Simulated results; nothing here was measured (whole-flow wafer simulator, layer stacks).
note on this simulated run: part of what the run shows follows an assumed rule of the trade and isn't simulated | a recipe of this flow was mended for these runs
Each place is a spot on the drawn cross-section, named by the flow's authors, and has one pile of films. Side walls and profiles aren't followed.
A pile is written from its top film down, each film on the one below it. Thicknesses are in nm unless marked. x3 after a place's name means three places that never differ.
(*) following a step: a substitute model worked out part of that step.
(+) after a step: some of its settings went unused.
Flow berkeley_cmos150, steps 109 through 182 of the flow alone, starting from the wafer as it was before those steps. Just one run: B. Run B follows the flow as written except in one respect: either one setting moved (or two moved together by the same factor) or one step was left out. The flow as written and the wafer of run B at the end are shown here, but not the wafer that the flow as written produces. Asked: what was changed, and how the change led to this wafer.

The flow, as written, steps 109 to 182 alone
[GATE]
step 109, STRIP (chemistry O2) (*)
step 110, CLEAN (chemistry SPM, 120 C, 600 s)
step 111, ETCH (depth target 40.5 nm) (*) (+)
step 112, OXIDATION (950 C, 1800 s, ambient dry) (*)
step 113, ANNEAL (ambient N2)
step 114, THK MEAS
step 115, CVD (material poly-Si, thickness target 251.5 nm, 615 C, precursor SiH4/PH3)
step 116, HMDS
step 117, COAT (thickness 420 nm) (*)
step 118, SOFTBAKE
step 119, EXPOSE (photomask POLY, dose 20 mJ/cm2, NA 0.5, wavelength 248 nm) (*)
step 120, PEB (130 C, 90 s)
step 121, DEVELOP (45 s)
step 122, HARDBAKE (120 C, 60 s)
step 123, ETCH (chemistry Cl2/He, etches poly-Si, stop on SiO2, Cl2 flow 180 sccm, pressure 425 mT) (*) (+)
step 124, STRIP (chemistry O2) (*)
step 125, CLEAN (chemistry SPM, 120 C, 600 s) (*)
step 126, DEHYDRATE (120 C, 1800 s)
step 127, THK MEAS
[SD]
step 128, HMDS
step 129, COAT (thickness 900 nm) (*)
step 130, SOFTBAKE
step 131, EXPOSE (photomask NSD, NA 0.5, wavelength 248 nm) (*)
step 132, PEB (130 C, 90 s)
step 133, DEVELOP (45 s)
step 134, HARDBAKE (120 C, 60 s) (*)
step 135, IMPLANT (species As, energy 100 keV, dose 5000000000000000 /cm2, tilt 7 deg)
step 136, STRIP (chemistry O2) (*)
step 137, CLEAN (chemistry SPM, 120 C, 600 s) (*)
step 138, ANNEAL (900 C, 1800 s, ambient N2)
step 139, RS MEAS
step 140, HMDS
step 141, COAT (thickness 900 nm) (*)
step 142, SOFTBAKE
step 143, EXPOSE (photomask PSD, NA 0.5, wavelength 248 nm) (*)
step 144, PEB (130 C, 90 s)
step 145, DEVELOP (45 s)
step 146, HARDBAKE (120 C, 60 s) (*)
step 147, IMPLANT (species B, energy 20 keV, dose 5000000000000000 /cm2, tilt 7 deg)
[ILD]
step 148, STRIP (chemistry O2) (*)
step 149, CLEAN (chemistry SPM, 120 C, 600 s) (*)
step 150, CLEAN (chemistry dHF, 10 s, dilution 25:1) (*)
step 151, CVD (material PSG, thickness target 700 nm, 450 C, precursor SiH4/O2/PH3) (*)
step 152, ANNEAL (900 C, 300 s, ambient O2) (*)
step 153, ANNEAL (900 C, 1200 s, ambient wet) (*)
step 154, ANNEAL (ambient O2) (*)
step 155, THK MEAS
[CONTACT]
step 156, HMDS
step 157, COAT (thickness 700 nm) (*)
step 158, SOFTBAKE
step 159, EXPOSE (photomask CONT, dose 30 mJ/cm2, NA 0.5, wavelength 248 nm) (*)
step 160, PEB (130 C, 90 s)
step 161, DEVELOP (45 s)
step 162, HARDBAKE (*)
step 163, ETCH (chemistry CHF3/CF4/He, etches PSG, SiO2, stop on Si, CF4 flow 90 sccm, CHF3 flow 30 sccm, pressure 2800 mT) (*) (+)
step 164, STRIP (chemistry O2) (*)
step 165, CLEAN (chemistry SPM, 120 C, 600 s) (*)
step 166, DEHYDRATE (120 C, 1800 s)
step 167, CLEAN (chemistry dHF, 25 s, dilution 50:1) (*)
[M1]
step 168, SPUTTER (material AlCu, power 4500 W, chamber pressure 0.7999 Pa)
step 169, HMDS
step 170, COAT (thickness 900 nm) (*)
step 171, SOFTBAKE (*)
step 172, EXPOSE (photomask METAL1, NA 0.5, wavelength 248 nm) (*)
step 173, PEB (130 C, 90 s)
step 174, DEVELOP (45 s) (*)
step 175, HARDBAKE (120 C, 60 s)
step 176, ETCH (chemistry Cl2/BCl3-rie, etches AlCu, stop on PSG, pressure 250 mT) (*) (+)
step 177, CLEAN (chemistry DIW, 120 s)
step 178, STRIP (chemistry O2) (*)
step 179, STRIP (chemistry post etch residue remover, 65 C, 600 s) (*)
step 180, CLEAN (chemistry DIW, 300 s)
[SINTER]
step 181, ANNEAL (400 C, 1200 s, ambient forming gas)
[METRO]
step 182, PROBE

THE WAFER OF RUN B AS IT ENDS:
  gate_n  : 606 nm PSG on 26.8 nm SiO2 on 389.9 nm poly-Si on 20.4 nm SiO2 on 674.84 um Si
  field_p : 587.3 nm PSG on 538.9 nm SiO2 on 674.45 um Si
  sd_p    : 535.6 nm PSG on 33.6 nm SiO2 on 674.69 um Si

Cause: step 115, CVD: thickness target 402.4 nm was run, whereas the flow has thickness target 251.5 nm.

The path from the change to this, step by step:
  step 115, CVD (material poly-Si, thickness target 251.5 nm, 615 C, precursor SiH4/PH3)
      field, field_p, sd_n, gate_n, sd_p, gate_p, contact, m1: poly-Si gains 402.4 (new film) (as written it would have been: poly-Si gains 251.5 (new film))
  step 123, ETCH (chemistry Cl2/He, etches poly-Si, stop on SiO2, Cl2 flow 180 sccm, pressure 425 mT) (*) (+)
      field, field_p, sd_n, sd_p, contact, m1: poly-Si loses 402.4 (all of it), SiO2 loses 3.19 (as written it would have been: poly-Si loses 251.5 (all of it), SiO2 loses 3.19)
      gate_n, gate_p: KrF-resist loses 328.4 (as written it would have been: KrF-resist loses 220.6)
  step 124, STRIP (chemistry O2) (*)
      gate_n: chemical SiO2 gains 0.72 (new film), KrF-resist loses 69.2 (all of it), poly-Si loses 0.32 (as written it would have been: chemical SiO2 gains 0.69 (new film), KrF-resist loses 176.1 (all of it), poly-Si loses 0.3)
      gate_p: chemical SiO2 gains 0.72 (new film), KrF-resist loses 106.2 (all of it), poly-Si loses 0.32 (as written it would have been: chemical SiO2 gains 0.69 (new film), KrF-resist loses 213.2 (all of it), poly-Si loses 0.3)
  step 129, COAT (thickness 900 nm) (*)
      gate_n: thick-KrF-resist gains 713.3 (new film) (as written it would have been: thick-KrF-resist gains 819.9 (new film))
      gate_p: thick-KrF-resist gains 780.4 (new film) (as written it would have been: thick-KrF-resist gains 888.9 (new film))
  step 133, DEVELOP (45 s)
      gate_n: thick-KrF-resist loses 711.7 (all of it) (as written it would have been: thick-KrF-resist loses 818.1 (all of it))
  step 136, STRIP (chemistry O2) (*)
      gate_p: thick-KrF-resist loses 765.3 (all of it), chemical SiO2 gains 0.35, poly-Si loses 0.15 (as written it would have been: thick-KrF-resist loses 873.6 (all of it), chemical SiO2 gains 0.34, poly-Si loses 0.15)
  step 141, COAT (thickness 900 nm) (*)
      gate_n: thick-KrF-resist gains 713.1 (new film) (as written it would have been: thick-KrF-resist gains 819.7 (new film))
      gate_p: thick-KrF-resist gains 780.3 (new film) (as written it would have been: thick-KrF-resist gains 888.8 (new film))
  step 145, DEVELOP (45 s)
      gate_p: thick-KrF-resist loses 778.5 (all of it) (as written it would have been: thick-KrF-resist loses 886.7 (all of it))
  step 148, STRIP (chemistry O2) (*)
      gate_n: thick-KrF-resist loses 698.1 (all of it), chemical SiO2 gains 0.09, poly-Si loses 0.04 (as written it would have been: thick-KrF-resist loses 804.5 (all of it), chemical SiO2 gains 0.09, poly-Si loses 0.04)
  step 151, CVD (material PSG, thickness target 700 nm, 450 C, precursor SiH4/O2/PH3) (*)
      field_p: PSG gains 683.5 (new film) (as written it would have been: PSG gains 700 (new film))
  step 153, ANNEAL (900 C, 1200 s, ambient wet) (*)
      field_p: PSG loses 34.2, SiO2 gains 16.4, Si loses 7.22 (as written it would have been: PSG loses 35, SiO2 gains 16.3, Si loses 7.15)
  step 157, COAT (thickness 700 nm) (*)
      field_p: KrF-resist gains 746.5 (new film) (as written it would have been: KrF-resist gains 716.6 (new film))
      gate_n: KrF-resist gains 586.2 (new film) (as written it would have been: KrF-resist gains 650.5 (new film))
      (also at 2 further places)
  step 164, STRIP (chemistry O2) (*)
      field_p: KrF-resist loses 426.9 (all of it) (as written it would have been: KrF-resist loses 397.1 (all of it))
      gate_n: KrF-resist loses 267.1 (all of it) (as written it would have been: KrF-resist loses 331.2 (all of it))
      (also at 2 further places)
  step 168, SPUTTER (material AlCu, power 4500 W, chamber pressure 0.7999 Pa)
      field_p: AlCu gains 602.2 (new film) (as written it would have been: AlCu gains 619.8 (new film))
      sd_p: AlCu gains 482.5 (new film) (as written it would have been: AlCu gains 471.4 (new film))
  step 170, COAT (thickness 900 nm) (*)
      field_p: thick-KrF-resist gains 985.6 (new film) (as written it would have been: thick-KrF-resist gains 942.7 (new film))
      sd_n: thick-KrF-resist gains 1176.7 (new film) (as written it would have been: thick-KrF-resist gains 1135.4 (new film))
      (also at 2 further places)
  step 174, DEVELOP (45 s) (*)
      field_p: thick-KrF-resist loses 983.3 (all of it), AlCu loses 10 (as written it would have been: thick-KrF-resist loses 940.5 (all of it), AlCu loses 10)
      sd_n: thick-KrF-resist loses 1173.8 (all of it), AlCu loses 10 (as written it would have been: thick-KrF-resist loses 1132.6 (all of it), AlCu loses 10)
      (also at 2 further places)
  step 176, ETCH (chemistry Cl2/BCl3-rie, etches AlCu, stop on PSG, pressure 250 mT) (*) (+)
      field_p: AlCu loses 592.2 (all of it), PSG loses 34.2 (as written it would have been: AlCu loses 609.8 (all of it), PSG loses 32)
      sd_p: AlCu loses 472.5 (all of it), PSG loses 49.2 (as written it would have been: AlCu loses 461.4 (all of it), PSG loses 50.6)
